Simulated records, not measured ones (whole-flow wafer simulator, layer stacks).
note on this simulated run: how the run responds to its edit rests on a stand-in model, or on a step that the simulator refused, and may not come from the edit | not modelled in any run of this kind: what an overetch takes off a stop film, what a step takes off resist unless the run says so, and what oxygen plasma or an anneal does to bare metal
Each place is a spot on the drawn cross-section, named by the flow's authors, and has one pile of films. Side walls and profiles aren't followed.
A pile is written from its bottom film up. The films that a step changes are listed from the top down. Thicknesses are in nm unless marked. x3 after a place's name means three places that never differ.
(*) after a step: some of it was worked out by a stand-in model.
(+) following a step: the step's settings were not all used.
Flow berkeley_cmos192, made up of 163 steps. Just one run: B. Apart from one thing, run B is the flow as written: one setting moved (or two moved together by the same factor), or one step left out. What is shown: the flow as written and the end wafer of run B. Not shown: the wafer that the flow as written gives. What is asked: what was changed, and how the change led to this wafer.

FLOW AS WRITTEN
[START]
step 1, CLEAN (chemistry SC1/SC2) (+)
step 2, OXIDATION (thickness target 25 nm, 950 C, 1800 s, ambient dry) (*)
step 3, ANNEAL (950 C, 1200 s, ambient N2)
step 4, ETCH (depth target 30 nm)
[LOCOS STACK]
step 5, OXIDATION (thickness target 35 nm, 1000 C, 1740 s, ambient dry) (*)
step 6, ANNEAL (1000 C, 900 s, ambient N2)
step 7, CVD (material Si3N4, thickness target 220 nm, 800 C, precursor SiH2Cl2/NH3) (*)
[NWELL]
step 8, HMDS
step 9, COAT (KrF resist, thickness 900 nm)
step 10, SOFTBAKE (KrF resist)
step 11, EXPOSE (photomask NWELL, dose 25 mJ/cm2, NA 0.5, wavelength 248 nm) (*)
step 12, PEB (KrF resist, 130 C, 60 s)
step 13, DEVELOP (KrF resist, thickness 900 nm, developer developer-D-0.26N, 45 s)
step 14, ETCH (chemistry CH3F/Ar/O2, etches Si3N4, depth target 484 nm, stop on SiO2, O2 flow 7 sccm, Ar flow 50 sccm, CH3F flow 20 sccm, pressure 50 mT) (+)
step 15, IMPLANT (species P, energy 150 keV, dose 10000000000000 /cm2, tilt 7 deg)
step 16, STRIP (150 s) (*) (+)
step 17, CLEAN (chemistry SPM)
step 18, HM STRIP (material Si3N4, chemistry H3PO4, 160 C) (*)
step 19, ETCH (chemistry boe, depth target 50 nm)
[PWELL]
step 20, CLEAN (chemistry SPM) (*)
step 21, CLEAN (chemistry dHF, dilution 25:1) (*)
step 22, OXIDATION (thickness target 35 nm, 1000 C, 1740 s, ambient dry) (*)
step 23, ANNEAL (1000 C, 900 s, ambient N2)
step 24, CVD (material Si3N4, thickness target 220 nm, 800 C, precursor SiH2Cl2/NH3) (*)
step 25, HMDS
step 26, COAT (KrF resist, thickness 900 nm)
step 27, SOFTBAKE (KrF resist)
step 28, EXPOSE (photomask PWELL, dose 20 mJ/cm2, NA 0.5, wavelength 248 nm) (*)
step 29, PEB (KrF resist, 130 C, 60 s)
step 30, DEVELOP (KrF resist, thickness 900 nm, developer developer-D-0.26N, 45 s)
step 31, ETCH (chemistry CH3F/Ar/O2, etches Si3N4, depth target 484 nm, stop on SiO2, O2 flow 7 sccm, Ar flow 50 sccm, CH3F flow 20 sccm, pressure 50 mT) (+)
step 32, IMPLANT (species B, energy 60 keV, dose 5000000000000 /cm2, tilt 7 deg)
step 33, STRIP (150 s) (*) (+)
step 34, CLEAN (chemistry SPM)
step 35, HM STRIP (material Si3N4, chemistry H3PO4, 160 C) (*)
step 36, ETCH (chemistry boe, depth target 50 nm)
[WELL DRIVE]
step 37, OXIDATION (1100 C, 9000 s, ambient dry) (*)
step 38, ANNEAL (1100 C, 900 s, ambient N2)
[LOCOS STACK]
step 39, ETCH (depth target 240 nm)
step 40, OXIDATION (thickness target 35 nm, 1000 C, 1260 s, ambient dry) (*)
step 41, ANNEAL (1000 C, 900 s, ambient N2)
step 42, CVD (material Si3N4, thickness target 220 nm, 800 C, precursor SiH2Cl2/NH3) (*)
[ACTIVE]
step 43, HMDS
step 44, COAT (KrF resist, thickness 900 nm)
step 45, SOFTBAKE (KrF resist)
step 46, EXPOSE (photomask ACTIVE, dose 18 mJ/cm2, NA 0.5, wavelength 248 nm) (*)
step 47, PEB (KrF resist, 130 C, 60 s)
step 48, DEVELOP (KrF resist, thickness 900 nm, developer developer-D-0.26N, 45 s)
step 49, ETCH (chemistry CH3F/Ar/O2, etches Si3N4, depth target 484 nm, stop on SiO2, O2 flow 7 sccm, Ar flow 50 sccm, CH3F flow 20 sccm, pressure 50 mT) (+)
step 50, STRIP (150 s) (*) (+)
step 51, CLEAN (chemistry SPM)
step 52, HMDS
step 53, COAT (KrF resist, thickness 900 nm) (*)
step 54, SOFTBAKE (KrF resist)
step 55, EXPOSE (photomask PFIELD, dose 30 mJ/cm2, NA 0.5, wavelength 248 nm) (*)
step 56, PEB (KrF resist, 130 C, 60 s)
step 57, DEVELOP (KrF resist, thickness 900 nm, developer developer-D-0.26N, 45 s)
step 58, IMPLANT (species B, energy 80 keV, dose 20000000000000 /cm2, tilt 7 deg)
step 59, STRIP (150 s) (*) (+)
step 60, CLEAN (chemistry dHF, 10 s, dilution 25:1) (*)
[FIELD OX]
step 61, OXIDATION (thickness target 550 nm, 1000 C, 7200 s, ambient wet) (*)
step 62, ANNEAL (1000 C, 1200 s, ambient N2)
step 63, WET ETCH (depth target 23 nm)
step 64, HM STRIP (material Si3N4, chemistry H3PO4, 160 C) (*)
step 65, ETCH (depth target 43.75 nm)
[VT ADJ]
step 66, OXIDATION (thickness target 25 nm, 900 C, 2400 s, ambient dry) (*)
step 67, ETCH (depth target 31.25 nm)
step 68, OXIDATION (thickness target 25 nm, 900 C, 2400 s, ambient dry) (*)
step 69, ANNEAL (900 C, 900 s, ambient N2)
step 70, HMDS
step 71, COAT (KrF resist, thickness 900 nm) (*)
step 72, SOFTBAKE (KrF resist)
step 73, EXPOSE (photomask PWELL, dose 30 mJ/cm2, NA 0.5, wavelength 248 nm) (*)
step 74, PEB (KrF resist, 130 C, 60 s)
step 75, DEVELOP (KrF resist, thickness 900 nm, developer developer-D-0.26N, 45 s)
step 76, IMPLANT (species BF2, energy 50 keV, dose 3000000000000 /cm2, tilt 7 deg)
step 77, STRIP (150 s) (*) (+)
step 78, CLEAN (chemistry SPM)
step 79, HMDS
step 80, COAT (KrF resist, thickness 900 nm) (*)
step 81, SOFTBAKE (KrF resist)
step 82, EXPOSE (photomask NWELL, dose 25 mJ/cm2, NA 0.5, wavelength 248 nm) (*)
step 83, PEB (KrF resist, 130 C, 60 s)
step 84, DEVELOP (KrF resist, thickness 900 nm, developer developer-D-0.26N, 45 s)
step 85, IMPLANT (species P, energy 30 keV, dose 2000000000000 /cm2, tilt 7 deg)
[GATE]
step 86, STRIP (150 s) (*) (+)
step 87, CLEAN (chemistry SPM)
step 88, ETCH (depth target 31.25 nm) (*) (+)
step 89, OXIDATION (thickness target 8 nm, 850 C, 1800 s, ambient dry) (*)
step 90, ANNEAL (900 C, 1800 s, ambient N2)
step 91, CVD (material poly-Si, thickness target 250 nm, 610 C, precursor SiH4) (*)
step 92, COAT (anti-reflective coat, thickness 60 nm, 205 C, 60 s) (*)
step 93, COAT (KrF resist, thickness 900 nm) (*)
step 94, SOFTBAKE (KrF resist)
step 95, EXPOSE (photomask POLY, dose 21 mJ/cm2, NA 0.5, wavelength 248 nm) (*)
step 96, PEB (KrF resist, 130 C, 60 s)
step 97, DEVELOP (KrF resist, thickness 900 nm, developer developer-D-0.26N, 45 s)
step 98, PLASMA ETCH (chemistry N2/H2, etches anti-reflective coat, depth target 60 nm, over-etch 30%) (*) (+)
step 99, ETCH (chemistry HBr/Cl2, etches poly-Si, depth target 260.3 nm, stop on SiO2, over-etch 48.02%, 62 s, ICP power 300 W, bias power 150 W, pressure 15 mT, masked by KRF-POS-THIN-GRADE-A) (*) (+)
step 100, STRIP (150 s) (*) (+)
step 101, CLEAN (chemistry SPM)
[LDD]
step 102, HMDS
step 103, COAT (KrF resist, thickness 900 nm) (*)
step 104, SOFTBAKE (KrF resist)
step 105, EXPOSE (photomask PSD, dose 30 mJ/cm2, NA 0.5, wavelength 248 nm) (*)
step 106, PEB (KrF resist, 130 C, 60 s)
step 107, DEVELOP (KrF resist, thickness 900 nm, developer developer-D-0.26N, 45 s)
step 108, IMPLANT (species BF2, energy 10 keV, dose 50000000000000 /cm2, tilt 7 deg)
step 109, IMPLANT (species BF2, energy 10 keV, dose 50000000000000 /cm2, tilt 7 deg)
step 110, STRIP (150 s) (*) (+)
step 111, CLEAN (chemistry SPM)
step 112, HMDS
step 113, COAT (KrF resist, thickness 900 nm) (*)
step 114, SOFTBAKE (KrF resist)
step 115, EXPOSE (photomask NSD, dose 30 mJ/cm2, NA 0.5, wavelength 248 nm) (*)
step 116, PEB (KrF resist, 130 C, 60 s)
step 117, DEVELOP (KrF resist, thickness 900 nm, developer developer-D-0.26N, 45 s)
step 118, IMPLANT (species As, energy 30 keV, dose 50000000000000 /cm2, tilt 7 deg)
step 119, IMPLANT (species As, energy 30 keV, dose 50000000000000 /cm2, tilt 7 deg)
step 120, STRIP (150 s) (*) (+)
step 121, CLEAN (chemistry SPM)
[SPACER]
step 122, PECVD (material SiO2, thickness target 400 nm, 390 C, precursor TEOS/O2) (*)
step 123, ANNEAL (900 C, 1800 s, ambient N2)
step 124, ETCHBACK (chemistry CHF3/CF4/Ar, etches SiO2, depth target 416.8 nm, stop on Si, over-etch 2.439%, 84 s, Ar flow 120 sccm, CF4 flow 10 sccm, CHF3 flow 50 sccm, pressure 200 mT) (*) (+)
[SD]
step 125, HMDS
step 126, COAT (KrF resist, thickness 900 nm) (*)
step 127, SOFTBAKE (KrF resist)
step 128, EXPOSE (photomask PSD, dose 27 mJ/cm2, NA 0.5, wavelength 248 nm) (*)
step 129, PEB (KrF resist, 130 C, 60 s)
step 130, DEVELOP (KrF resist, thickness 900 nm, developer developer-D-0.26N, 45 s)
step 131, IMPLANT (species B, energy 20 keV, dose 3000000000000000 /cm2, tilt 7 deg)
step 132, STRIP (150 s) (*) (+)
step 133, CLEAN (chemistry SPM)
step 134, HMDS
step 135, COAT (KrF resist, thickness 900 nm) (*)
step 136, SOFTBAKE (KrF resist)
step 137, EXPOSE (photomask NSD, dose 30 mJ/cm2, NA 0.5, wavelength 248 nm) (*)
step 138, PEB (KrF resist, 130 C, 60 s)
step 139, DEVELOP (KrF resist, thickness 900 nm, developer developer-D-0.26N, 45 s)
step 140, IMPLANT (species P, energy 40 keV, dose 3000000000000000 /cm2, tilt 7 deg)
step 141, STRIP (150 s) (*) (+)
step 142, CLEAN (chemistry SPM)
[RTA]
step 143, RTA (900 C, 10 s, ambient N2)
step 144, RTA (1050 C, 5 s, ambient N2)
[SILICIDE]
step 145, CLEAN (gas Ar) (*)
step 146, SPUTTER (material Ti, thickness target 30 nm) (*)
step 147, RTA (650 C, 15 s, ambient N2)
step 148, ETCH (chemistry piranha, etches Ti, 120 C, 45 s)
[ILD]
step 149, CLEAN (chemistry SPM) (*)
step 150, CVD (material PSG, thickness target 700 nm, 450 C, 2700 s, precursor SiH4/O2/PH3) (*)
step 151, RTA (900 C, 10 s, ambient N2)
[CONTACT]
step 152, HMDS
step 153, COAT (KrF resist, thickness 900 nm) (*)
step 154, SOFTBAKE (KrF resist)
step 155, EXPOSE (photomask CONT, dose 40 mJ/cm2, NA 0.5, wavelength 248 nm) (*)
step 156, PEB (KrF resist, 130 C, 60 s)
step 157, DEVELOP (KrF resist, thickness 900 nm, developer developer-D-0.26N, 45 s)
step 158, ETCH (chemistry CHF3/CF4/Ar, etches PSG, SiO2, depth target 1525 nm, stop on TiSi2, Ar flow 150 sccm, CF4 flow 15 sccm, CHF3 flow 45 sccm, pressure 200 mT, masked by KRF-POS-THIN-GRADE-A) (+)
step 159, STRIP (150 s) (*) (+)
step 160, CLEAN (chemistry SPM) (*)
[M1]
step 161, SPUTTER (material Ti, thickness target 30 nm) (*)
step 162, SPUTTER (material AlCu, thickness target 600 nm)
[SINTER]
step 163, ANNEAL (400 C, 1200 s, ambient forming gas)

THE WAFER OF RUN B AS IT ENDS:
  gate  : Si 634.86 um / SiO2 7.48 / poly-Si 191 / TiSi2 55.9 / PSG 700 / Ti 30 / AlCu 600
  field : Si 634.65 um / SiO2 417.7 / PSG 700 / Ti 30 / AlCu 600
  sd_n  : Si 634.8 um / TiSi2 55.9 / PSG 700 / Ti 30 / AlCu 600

Cause: step 26, COAT: thickness 450 nm was run, though the flow has thickness 900 nm; step 39, ETCH: depth target 120 nm was run, where the flow has depth target 240 nm.

Step by step, how the change led to this:
  step 26, COAT (KrF resist, thickness 900 nm)
      field, sd_n, spacer_n and 6 more: KrF resist gains 450 (new film) (as written it would have been: KrF resist gains 900 (new film))
  step 29, PEB (KrF resist, 130 C, 60 s)
      field, sd_n, spacer_n and 6 more: KrF resist loses 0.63 (as written it would have been: KrF resist loses 1.43)
  step 30, DEVELOP (KrF resist, thickness 900 nm, developer developer-D-0.26N, 45 s)
      field, sd_n, spacer_n, gate, contact: KrF resist loses 449.4 (all of it) (as written it would have been: KrF resist loses 898.6 (all of it))
  step 33, STRIP (150 s) (*) (+)
      sd_p, spacer_p, gate_p, m1: KrF resist loses 273.8 (all of it) (as written it would have been: KrF resist loses 723 (all of it))
  step 39, ETCH (depth target 240 nm)
      field, sd_n, spacer_n and 6 more: SiO2 loses 120 (as written it would have been: SiO2 loses 197.6 (all of it))
  step 40, OXIDATION (thickness target 35 nm, 1000 C, 1260 s, ambient dry) (*)
      field, sd_n, spacer_n and 6 more: SiO2 gains 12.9, Si loses 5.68 (as written it would have been: SiO2 gains 26.6 (new film), Si loses 11.7)
  step 61, OXIDATION (thickness target 550 nm, 1000 C, 7200 s, ambient wet) (*)
      gate_p, m1: SiO2 gains 12.1 (new film), Si3N4 loses 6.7, SiO2 gains 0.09 (as written it would have been: SiO2 gains 12.1 (new film), Si3N4 loses 6.7)
      spacer_n: SiO2 gains 12.1 (new film), Si3N4 loses 6.7, SiO2 gains 0.14, Si loses 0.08 (as written it would have been: SiO2 gains 12.1 (new film), Si3N4 loses 6.7)
      (also at 6 further places)
  step 65, ETCH (depth target 43.75 nm)
      sd_n, spacer_n, gate, sd_p: SiO2 loses 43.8 (as written it would have been: SiO2 loses 24.6 (all of it))
      spacer_p, gate_p, contact, m1: SiO2 loses 43.7 (as written it would have been: SiO2 loses 24.6 (all of it))
  step 66, OXIDATION (thickness target 25 nm, 900 C, 2400 s, ambient dry) (*)
      gate, spacer_p, gate_p, m1: SiO2 gains 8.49, Si loses 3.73 (as written it would have been: SiO2 gains 14.9 (new film), Si loses 6.57)
      spacer_n, contact: SiO2 gains 8.48, Si loses 3.73 (as written it would have been: SiO2 gains 14.9 (new film), Si loses 6.57)
      (also at 2 further places)
  step 67, ETCH (depth target 31.25 nm)
      sd_n, spacer_n, gate, sd_p, spacer_p, gate_p, m1: SiO2 loses 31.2 (as written it would have been: SiO2 loses 14.9 (all of it))
      contact: SiO2 loses 31.3 (as written it would have been: SiO2 loses 14.9 (all of it))
  step 68, OXIDATION (thickness target 25 nm, 900 C, 2400 s, ambient dry) (*)
      spacer_n, gate, spacer_p, gate_p, contact, m1: SiO2 gains 8.36, Si loses 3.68 (as written it would have been: SiO2 gains 14.9 (new film), Si loses 6.57)
      sd_n: SiO2 gains 7.71, Si loses 3.39 (as written it would have been: SiO2 gains 14.9 (new film), Si loses 6.57)
      (also at 1 further place)
  step 88, ETCH (depth target 31.25 nm) (*) (+)
      sd_n: SiO2 loses 31.3 (as written it would have been: SiO2 loses 14.9 (all of it))
      sd_p: SiO2 loses 31.2 (as written it would have been: SiO2 loses 14.9 (all of it))
      (also at 6 further places)
  step 89, OXIDATION (thickness target 8 nm, 850 C, 1800 s, ambient dry) (*)
      sd_n: SiO2 gains 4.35, Si loses 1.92 (as written it would have been: SiO2 gains 7.48 (new film), Si loses 3.29)
      sd_p: SiO2 gains 4.31, Si loses 1.9 (as written it would have been: SiO2 gains 7.48 (new film), Si loses 3.29)
  step 92, COAT (anti-reflective coat, thickness 60 nm, 205 C, 60 s) (*)
      sd_n: anti-reflective coat gains 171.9 (new film) (as written it would have been: anti-reflective coat gains 152.4 (new film))
      spacer_n: anti-reflective coat gains 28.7 (new film) (as written it would have been: anti-reflective coat gains 33.8 (new film))
      (also at 6 further places)
  step 93, COAT (KrF resist, thickness 900 nm) (*)
      spacer_n: KrF resist gains 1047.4 (new film) (as written it would have been: KrF resist gains 1021.2 (new film))
      gate: KrF resist gains 1050.1 (new film) (as written it would have been: KrF resist gains 1023.8 (new film))
  step 97, DEVELOP (KrF resist, thickness 900 nm, developer developer-D-0.26N, 45 s)
      spacer_n: KrF resist loses 1045.7 (all of it) (as written it would have been: KrF resist loses 1019.5 (all of it))
  ... 12 further steps ...
  step 162, SPUTTER (material AlCu, thickness target 600 nm)
      sd_p: AlCu gains 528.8 (new film) (as written it would have been: AlCu gains 551.2 (new film))
